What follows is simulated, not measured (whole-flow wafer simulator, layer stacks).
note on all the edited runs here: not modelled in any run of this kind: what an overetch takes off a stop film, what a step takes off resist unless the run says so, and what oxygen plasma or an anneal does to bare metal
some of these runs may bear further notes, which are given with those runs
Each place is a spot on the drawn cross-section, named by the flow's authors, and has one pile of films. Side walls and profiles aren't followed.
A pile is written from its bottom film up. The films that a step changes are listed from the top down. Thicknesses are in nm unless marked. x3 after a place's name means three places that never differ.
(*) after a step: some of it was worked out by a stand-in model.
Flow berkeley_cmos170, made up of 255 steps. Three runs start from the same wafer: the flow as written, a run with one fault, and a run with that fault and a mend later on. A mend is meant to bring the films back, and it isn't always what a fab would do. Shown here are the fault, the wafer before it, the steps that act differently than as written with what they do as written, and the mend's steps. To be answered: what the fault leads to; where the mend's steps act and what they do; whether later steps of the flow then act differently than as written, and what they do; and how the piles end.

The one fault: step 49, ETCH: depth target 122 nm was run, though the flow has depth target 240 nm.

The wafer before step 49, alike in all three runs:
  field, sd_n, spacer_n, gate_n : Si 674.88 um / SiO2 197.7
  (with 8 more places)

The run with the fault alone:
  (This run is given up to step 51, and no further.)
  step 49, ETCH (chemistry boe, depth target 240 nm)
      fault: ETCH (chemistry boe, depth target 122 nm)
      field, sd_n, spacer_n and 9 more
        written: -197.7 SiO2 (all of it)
        fault: -122 SiO2
  Steps further on in the flow that do not act as written:
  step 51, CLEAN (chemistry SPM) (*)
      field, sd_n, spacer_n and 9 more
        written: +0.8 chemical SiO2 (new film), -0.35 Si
        fault: nothing
  The piles after step 51 differ from the flow's at field, sd_n, spacer_n and 9 more by more than 2% or 0.5 nm, whichever is larger.
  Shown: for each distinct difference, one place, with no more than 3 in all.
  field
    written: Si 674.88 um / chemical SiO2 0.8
    fault: Si 674.88 um / SiO2 75.7

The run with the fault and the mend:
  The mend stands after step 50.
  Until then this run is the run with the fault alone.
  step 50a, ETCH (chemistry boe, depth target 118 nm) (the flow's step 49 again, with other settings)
      field, sd_n, spacer_n and 9 more
        -75.7 SiO2 (all of it)
  None of the later steps of the flow acts differently than as written at any place that is followed.
  The piles end the same as the flow's at every place that both follow.
